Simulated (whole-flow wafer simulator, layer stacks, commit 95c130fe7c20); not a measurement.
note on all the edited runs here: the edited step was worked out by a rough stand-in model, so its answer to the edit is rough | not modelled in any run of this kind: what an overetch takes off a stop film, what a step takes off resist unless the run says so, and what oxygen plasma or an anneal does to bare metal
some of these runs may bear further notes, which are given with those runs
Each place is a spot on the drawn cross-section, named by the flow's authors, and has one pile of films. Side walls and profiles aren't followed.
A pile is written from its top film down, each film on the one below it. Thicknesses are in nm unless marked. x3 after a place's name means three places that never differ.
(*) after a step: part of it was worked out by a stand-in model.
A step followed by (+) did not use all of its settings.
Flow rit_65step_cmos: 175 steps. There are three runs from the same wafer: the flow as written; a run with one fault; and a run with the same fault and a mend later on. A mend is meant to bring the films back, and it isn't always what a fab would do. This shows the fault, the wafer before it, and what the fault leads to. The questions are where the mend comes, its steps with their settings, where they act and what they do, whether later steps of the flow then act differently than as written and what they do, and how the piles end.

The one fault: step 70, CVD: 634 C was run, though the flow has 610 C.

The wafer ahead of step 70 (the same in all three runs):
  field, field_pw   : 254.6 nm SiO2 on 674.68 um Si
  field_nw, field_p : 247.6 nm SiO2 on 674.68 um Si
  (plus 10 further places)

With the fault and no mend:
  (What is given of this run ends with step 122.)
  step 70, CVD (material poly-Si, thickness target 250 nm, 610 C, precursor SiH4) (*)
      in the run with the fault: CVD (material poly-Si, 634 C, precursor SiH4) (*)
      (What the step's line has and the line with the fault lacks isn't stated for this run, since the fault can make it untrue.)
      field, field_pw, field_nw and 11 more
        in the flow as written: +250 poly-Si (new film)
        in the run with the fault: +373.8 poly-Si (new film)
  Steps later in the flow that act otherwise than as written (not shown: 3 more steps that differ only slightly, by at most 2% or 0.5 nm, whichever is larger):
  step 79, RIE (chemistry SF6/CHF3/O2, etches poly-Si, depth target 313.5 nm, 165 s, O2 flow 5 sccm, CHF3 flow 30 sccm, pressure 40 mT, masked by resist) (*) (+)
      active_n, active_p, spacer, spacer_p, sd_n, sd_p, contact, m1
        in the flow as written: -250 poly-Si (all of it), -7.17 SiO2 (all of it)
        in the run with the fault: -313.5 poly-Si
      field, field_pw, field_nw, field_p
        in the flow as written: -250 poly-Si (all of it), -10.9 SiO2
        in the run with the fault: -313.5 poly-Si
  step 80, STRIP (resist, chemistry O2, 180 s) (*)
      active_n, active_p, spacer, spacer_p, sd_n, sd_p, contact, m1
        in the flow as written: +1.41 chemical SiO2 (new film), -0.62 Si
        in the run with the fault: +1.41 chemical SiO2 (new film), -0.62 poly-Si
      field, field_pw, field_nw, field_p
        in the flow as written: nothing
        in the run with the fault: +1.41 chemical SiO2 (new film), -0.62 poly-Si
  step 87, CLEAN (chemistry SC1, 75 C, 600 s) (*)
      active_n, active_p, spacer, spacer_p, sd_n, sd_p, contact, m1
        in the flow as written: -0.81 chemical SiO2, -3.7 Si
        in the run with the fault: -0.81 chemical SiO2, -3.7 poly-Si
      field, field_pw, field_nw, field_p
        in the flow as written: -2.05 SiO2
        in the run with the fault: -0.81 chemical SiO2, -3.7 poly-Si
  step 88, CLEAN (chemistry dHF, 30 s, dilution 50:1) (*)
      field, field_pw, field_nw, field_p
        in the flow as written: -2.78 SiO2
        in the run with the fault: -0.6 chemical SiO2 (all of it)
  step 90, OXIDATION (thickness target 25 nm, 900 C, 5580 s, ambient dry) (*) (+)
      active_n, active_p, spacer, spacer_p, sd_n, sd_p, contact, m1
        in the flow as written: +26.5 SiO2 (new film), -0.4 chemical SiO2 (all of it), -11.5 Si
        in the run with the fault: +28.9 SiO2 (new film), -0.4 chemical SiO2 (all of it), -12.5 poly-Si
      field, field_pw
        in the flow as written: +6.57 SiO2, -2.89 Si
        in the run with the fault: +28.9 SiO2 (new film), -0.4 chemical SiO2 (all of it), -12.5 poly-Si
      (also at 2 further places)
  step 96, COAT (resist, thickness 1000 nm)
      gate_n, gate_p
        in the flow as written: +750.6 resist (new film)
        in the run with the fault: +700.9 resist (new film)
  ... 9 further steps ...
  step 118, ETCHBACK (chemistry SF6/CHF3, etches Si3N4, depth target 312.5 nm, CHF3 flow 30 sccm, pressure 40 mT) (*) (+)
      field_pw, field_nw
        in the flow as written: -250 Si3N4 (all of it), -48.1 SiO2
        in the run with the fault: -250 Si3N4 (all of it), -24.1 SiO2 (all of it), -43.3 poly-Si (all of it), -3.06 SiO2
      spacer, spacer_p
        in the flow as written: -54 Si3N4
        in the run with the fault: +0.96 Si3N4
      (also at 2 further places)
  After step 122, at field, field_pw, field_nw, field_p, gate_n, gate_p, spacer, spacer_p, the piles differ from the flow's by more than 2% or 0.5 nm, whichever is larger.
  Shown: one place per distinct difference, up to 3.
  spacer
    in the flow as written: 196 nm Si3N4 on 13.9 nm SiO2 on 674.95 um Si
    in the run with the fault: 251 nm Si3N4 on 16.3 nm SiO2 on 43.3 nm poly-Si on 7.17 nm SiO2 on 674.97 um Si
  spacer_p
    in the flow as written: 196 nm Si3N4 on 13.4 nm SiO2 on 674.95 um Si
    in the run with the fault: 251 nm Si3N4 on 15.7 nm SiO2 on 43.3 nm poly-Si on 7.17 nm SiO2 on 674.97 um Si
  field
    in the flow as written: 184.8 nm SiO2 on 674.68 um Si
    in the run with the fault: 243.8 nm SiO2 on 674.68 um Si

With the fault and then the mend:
  The mend follows step 71.
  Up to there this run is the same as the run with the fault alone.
  step 71a, ETCH (chemistry tmah, depth target 123.8 nm)
      field, field_pw, field_nw and 11 more
        -123.8 poly-Si
  Later steps of the flow that are run all act as written at every place that is followed, up to a difference of at most 2% or 0.5 nm, whichever is larger.
  The piles end the same as the flow's at every place that both follow.
